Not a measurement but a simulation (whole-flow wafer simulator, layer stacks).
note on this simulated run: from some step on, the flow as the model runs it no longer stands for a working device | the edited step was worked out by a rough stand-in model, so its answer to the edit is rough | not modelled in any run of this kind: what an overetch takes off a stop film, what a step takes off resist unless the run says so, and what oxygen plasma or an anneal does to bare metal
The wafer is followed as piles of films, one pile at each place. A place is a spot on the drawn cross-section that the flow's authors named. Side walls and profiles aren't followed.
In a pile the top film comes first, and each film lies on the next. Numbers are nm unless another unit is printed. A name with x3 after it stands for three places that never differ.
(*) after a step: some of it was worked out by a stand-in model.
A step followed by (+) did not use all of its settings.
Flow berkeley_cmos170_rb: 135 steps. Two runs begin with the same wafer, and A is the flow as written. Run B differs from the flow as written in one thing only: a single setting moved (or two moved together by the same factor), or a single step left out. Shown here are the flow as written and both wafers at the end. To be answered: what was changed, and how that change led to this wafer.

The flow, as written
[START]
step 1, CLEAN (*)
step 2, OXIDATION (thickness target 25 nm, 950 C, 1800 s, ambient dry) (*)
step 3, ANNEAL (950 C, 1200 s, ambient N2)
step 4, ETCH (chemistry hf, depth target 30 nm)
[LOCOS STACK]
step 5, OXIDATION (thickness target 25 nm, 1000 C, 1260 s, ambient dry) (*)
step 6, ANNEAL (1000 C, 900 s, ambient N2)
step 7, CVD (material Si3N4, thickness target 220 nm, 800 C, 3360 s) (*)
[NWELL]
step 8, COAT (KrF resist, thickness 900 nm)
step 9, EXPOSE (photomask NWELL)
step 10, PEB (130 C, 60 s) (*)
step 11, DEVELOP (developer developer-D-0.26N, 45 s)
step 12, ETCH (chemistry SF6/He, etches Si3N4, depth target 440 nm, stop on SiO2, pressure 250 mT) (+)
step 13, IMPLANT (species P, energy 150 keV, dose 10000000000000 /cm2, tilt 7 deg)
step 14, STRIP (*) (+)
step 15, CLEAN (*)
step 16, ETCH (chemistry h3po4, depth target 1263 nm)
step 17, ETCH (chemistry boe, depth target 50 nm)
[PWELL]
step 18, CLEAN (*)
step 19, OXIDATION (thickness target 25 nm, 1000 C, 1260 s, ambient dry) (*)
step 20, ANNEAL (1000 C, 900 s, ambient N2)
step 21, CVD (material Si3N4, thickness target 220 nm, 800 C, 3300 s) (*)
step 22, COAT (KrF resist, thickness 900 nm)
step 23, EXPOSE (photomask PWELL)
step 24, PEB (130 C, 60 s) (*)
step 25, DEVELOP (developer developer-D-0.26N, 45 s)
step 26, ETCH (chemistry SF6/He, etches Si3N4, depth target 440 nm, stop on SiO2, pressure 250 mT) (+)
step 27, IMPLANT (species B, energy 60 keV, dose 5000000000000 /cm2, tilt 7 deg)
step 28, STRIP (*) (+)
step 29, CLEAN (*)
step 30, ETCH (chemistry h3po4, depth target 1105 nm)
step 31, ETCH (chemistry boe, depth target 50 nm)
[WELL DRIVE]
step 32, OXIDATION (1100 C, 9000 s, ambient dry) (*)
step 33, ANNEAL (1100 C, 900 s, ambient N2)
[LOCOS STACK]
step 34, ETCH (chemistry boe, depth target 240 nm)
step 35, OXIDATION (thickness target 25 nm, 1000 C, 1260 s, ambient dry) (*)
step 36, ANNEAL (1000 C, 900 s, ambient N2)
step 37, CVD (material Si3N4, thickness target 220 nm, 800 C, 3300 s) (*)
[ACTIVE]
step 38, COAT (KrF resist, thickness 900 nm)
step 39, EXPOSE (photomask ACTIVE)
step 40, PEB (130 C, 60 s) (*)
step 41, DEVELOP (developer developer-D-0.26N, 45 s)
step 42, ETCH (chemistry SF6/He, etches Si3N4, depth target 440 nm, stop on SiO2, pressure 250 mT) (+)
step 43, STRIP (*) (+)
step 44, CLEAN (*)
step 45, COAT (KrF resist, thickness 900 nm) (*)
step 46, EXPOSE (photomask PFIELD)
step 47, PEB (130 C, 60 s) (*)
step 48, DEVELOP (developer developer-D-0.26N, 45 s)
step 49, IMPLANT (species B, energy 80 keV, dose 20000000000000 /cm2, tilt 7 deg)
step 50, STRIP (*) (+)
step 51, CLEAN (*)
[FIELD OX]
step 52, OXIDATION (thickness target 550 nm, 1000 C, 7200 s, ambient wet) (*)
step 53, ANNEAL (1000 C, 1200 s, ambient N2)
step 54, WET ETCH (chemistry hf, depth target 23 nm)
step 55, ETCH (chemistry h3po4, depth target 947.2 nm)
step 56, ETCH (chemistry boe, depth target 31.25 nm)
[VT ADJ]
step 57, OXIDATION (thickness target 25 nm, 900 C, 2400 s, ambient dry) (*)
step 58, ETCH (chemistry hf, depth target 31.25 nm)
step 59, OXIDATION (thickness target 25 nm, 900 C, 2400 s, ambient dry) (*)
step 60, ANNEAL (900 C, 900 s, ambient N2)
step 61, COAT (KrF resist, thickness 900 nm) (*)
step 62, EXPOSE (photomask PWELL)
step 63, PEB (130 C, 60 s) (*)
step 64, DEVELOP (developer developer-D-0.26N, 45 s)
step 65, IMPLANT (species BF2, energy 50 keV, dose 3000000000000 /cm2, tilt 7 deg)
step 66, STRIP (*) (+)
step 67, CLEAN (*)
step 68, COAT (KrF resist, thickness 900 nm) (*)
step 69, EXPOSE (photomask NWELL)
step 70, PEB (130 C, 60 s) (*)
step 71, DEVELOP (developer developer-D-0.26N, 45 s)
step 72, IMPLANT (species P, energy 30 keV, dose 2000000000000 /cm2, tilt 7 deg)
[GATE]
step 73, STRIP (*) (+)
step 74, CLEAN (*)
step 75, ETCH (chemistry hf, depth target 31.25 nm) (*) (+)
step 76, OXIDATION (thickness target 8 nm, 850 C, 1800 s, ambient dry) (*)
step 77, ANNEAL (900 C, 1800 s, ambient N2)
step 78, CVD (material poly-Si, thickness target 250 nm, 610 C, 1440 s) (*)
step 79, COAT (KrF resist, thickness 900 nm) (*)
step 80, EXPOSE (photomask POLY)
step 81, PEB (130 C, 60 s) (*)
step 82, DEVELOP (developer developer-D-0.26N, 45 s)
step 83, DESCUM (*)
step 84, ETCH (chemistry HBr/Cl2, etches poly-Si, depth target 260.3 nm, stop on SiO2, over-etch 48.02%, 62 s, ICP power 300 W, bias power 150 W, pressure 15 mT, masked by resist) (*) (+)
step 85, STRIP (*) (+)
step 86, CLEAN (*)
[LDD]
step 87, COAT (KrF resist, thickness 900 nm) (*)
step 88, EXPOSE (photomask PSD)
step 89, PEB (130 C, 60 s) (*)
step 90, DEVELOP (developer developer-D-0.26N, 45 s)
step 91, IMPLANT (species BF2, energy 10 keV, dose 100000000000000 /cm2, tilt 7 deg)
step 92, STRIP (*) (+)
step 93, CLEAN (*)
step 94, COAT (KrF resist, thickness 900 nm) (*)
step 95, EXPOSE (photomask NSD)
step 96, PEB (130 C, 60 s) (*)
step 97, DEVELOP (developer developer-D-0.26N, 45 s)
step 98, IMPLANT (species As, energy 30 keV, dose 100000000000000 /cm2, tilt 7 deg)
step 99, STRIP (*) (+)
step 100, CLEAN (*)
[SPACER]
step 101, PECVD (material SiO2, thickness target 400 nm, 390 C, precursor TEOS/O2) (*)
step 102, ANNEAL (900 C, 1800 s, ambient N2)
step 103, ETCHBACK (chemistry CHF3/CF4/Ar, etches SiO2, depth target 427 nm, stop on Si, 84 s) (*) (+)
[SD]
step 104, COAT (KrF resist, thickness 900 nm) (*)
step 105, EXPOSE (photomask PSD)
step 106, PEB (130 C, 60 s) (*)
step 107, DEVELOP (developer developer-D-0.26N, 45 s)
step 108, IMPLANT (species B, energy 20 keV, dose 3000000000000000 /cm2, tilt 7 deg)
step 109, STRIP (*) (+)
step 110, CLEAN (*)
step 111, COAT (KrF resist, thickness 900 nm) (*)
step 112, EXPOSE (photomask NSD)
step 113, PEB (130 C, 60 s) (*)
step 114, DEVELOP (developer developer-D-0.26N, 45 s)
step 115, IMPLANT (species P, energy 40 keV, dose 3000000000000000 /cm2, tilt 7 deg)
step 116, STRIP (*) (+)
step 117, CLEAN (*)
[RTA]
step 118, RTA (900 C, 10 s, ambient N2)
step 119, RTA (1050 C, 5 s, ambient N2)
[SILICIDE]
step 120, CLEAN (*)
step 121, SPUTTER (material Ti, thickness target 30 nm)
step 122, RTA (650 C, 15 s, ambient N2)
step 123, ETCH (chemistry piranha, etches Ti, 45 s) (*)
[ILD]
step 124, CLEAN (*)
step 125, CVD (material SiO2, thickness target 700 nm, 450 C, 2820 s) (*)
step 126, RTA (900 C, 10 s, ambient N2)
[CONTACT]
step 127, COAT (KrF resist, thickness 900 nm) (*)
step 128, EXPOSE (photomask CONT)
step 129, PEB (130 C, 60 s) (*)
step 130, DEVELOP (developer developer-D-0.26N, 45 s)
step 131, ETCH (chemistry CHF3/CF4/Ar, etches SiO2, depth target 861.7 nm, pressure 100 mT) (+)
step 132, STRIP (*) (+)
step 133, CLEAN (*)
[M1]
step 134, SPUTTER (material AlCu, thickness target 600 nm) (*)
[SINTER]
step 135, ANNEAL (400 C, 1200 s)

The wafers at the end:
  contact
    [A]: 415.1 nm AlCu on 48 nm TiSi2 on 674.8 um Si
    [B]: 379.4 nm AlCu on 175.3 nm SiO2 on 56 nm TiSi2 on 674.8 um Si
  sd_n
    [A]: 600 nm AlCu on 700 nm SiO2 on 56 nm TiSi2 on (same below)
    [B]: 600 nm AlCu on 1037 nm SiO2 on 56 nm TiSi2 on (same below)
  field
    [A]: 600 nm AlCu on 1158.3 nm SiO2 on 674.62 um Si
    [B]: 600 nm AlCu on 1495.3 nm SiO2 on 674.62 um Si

What caused this: step 125, CVD: thickness target 1037 nm was run, whereas the flow has thickness target 700 nm; step 125, CVD: 4179 s was run, where the flow has 2820 s.
The wafer lets one read it off: sd_n has SiO2 1037, and step 125 as written asks for 700 nm.

How this came from the change, step by step:
  step 125, CVD (material SiO2, thickness target 700 nm, 450 C, 2820 s) (*)
      sd_n, gate, gate_p, contact, m1: A +700 SiO2 (new film) | B +1037 SiO2 (new film)
      field, spacer_n, spacer_p: A +700 SiO2 | B +1037 SiO2
      (as well as at 1 more place)
  step 131, ETCH (chemistry CHF3/CF4/Ar, etches SiO2, depth target 861.7 nm, pressure 100 mT) (+)
      contact: A -700 SiO2 (all of it), -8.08 TiSi2 | B -861.7 SiO2
  step 134, SPUTTER (material AlCu, thickness target 600 nm) (*)
      contact: A +415.1 AlCu (new film) | B +379.4 AlCu (new film)
